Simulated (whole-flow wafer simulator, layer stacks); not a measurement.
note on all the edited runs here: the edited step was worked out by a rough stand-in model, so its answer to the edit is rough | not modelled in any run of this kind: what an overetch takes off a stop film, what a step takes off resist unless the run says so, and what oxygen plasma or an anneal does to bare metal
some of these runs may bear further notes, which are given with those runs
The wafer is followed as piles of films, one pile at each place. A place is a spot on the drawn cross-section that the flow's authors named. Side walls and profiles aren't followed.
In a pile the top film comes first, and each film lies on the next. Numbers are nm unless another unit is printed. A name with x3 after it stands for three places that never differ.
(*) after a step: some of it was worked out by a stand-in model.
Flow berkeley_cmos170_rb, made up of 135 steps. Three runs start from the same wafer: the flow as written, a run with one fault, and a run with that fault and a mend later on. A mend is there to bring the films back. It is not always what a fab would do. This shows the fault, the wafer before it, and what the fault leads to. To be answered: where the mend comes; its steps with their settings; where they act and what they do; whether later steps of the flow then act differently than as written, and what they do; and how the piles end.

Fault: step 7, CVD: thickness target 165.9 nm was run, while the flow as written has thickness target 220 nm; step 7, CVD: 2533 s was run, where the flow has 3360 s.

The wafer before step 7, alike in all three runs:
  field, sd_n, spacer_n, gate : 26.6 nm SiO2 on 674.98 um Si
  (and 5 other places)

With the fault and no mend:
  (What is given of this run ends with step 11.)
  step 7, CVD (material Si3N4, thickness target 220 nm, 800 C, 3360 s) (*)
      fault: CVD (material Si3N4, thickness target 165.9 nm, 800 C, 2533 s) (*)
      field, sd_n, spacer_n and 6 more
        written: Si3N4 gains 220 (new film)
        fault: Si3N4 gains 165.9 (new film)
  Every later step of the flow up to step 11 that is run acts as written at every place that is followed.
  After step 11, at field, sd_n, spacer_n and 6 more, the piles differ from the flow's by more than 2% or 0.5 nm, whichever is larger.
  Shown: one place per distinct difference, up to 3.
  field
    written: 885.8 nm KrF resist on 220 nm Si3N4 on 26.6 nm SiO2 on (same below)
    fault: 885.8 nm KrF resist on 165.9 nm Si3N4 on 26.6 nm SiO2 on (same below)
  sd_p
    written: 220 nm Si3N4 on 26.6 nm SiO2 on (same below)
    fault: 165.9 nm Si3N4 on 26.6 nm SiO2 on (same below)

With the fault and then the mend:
  After step 7 comes the mend.
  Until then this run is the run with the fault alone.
  step 7a, ETCH (chemistry h3po4, depth target 190.7 nm)
      field, sd_n, spacer_n and 6 more
        Si3N4 loses 165.9 (all of it)
  step 7b, CLEAN (*) (the flow's step 1 again)
      does not change any film at any place that is followed
  step 7c, CVD (material Si3N4, thickness target 220 nm, 800 C, 3360 s) (*) (the flow's step 7 again)
      field, sd_n, spacer_n and 6 more
        Si3N4 gains 220 (new film)
  Every later step of the flow that is run acts as written at every place that is followed.
  At every place that both follow, the piles at the end match the flow's.
